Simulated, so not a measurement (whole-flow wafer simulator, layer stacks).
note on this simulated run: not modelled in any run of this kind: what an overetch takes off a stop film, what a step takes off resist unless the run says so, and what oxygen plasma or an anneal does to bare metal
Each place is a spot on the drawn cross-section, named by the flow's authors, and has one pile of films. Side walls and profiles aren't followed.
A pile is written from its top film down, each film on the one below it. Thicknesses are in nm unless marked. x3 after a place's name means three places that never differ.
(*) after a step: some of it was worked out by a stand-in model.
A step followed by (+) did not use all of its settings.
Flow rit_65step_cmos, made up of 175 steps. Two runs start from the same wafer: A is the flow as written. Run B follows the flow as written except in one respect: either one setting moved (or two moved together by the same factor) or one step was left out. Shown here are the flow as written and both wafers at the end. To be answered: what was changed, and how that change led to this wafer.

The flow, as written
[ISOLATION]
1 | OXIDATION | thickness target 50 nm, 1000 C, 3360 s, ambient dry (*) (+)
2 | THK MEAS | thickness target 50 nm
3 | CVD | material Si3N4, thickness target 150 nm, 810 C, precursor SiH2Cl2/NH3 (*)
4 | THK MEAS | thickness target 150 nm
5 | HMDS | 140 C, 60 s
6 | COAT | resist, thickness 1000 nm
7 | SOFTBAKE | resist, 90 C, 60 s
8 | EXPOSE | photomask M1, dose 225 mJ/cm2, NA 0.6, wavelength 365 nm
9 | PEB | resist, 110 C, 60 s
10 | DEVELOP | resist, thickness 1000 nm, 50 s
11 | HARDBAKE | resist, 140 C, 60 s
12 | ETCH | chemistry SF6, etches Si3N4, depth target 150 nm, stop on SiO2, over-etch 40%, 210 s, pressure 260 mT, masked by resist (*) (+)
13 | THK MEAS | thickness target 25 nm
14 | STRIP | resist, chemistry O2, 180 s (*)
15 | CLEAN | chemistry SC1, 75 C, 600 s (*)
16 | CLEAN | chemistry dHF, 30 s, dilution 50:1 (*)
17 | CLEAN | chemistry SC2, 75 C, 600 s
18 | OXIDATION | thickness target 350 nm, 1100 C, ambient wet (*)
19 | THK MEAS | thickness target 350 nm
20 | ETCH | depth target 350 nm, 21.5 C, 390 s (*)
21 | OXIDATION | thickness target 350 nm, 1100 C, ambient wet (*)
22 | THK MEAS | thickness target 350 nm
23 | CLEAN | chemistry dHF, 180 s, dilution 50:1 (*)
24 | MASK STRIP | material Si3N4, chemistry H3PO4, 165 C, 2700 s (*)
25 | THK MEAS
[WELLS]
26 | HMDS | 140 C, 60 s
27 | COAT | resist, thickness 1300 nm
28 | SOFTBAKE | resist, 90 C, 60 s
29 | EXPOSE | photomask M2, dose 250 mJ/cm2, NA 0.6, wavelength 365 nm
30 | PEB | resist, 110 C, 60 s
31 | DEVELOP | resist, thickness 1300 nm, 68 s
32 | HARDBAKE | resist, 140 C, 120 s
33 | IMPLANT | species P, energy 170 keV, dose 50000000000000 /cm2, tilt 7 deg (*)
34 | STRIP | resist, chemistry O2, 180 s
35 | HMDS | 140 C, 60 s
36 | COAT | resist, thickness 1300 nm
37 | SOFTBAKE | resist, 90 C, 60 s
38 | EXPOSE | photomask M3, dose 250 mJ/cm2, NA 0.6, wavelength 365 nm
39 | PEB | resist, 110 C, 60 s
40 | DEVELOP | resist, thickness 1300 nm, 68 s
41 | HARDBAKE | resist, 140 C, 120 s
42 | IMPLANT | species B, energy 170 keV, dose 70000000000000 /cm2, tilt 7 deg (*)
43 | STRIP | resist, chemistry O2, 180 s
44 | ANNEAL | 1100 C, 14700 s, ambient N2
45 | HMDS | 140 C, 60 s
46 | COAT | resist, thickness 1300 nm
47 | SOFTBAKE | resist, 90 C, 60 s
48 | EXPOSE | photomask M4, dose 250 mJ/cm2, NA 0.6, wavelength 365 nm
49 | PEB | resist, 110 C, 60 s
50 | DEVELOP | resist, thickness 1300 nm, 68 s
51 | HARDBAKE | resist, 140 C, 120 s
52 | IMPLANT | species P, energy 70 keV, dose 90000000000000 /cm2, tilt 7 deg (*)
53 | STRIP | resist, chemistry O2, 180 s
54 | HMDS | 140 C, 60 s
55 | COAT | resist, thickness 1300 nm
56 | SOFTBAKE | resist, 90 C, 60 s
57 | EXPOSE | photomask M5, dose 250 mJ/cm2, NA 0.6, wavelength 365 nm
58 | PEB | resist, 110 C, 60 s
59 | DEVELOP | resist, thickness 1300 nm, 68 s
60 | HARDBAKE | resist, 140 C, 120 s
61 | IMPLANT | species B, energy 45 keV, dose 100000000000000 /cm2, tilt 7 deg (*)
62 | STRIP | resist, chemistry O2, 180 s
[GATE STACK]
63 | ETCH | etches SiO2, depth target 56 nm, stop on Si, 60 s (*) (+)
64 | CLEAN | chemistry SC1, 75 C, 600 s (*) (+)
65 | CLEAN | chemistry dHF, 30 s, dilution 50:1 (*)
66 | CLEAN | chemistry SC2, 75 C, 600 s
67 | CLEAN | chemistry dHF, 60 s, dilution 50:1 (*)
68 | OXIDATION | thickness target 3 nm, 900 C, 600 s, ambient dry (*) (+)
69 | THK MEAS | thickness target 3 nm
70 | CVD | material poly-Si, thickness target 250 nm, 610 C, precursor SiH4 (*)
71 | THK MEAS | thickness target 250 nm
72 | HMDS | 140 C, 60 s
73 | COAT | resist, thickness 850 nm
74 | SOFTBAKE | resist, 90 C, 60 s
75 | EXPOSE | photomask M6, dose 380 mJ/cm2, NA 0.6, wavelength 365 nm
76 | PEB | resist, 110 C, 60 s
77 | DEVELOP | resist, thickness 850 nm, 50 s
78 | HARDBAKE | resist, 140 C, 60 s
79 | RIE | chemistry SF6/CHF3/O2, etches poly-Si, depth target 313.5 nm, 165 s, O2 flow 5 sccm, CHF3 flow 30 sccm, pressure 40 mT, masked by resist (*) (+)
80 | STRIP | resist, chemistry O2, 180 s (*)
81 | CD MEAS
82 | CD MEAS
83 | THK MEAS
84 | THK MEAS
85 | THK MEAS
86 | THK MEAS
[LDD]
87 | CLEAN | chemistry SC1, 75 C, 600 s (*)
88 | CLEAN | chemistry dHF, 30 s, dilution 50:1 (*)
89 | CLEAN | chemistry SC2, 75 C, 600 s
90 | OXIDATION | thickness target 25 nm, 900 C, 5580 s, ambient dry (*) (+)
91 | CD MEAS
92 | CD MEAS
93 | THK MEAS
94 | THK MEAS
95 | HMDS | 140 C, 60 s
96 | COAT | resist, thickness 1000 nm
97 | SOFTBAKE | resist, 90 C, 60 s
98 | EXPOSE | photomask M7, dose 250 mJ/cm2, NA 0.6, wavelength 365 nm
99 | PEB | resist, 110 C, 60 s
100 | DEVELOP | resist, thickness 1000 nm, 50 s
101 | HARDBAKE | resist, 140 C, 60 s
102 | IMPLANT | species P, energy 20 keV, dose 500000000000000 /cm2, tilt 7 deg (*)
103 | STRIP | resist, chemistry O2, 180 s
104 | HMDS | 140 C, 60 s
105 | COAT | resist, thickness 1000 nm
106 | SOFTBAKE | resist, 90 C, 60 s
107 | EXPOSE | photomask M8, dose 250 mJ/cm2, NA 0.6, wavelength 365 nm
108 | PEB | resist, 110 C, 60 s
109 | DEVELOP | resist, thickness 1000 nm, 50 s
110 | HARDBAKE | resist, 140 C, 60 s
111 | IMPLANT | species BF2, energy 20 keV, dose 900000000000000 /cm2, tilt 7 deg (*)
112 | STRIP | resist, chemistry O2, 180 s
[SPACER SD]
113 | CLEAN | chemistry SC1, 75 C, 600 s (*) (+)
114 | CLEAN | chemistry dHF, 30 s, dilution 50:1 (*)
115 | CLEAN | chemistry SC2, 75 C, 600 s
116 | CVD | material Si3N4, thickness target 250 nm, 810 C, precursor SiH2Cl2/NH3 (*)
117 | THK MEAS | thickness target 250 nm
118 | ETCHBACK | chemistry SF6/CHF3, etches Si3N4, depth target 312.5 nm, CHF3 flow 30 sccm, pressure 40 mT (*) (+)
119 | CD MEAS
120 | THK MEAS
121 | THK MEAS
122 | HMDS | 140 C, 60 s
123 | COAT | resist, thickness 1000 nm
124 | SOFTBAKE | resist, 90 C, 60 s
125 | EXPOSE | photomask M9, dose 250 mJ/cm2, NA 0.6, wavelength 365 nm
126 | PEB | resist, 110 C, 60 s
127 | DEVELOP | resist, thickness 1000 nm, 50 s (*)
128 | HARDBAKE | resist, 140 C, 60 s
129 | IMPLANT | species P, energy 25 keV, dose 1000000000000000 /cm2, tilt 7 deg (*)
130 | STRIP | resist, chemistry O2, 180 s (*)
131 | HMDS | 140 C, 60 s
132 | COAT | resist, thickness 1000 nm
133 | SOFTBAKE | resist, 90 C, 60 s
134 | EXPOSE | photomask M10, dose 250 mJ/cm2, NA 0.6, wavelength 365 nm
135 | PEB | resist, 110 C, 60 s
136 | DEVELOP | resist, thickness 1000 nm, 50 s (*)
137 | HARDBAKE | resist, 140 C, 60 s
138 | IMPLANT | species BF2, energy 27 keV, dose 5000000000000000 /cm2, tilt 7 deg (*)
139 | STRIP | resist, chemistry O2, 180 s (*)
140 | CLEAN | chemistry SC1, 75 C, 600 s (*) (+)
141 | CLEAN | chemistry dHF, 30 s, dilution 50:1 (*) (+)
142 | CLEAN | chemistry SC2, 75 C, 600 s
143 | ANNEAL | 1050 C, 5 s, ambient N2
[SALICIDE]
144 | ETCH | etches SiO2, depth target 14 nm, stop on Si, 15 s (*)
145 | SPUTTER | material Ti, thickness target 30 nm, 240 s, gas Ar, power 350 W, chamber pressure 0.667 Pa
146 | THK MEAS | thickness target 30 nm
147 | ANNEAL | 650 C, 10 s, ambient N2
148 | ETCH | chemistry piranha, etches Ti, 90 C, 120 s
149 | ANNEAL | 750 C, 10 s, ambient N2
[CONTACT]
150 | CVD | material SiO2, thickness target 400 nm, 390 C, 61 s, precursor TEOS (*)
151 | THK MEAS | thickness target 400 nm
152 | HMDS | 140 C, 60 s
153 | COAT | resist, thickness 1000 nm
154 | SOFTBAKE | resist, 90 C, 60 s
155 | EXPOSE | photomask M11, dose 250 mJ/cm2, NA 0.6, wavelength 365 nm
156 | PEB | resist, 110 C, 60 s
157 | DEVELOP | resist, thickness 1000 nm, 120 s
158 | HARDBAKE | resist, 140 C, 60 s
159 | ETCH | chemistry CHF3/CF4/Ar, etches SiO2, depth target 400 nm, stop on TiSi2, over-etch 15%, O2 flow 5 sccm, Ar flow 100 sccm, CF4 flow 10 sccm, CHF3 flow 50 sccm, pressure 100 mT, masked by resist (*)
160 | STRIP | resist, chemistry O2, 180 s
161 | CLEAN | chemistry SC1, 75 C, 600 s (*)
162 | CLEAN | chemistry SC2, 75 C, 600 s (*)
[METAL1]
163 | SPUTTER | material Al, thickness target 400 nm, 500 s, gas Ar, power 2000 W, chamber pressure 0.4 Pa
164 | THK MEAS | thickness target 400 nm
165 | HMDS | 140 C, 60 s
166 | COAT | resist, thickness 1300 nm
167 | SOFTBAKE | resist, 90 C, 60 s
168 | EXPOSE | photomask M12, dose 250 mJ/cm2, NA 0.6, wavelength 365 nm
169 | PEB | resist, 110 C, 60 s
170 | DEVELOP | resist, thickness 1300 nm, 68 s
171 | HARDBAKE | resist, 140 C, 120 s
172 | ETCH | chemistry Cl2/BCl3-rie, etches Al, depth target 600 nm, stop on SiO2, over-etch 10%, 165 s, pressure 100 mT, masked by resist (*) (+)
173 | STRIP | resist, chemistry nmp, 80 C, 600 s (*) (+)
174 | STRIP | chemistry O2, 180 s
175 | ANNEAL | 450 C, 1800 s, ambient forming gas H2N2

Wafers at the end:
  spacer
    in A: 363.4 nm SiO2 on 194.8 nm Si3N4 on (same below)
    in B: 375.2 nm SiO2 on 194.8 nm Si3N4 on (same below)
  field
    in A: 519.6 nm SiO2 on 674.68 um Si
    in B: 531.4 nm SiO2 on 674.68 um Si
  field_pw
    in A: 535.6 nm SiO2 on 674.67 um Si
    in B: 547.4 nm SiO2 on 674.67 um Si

The reason: step 163, SPUTTER: power 2472 W was run, whereas the flow has power 2000 W.

The path from the change to this, step by step:
  163 | SPUTTER | material Al, thickness target 400 nm, 500 s, gas Ar, power 2000 W, chamber pressure 0.4 Pa
      field, field_pw, field_p, spacer, spacer_p: A Al gains 400 (new film) | B Al gains 494.4 (new film)
      gate_n, gate_p: A Al gains 396 (new film) | B Al gains 482.9 (new film)
      (and at 1 other place as well)
  172 | ETCH | chemistry Cl2/BCl3-rie, etches Al, depth target 600 nm, stop on SiO2, over-etch 10%, 165 s, pressure 100 mT, masked by resist (*) (+)
      field, field_pw, field_p, spacer, spacer_p: A Al loses 400 (all of it), SiO2 loses 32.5 | B Al loses 494.4 (all of it), SiO2 loses 20.7
      gate_n, gate_p: A Al loses 396 (all of it), SiO2 loses 33 | B Al loses 482.9 (all of it), SiO2 loses 22.1
      (and at 1 other place as well)
